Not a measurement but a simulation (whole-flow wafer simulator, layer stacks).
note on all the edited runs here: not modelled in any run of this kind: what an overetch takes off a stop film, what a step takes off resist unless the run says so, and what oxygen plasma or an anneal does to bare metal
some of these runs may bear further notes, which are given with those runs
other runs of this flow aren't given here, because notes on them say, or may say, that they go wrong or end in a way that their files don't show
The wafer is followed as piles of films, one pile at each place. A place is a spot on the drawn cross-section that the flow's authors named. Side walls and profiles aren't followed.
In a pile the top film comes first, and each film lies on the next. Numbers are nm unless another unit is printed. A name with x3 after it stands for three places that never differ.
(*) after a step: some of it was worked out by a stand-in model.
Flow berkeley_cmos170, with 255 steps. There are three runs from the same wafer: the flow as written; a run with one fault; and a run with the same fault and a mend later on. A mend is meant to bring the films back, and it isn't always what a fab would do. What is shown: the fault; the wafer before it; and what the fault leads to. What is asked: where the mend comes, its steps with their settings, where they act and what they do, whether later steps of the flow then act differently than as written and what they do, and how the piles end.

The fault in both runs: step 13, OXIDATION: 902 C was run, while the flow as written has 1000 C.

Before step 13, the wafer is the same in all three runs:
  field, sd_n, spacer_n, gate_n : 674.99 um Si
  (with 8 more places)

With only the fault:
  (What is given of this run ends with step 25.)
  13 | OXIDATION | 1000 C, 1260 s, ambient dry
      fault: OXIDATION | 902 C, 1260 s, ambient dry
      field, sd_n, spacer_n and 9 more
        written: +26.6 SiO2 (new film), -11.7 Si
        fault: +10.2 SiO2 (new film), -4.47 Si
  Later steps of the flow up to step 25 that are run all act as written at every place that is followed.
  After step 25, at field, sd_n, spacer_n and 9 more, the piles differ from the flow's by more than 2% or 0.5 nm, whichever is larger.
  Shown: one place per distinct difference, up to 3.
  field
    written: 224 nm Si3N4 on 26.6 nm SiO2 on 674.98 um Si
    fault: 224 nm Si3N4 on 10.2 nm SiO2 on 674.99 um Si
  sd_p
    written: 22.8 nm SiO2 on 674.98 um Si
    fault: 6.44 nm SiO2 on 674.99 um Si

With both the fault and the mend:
  After step 14 comes the mend.
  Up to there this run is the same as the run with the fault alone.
  14a | ETCH | depth target 11.68 nm
      field, sd_n, spacer_n and 9 more
        -10.2 SiO2 (all of it)
  14b | CLEAN | chemistry SPM (*)
      field, sd_n, spacer_n and 9 more
        +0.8 chemical SiO2 (new film), -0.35 Si
  14c | OXIDATION | 1000 C, 1260 s, ambient dry (a further turn of the flow's step 13)
      field, sd_n, spacer_n and 9 more
        +26.7 SiO2 (new film), -0.8 chemical SiO2 (all of it), -11.4 Si
  Later steps of the flow that are run all act as written at every place that is followed, up to a difference of at most 2% or 0.5 nm, whichever is larger.
  When the end is reached, the piles differ only a little from the flow's at the places that both follow, at most by 2% or 0.5 nm, whichever is larger.
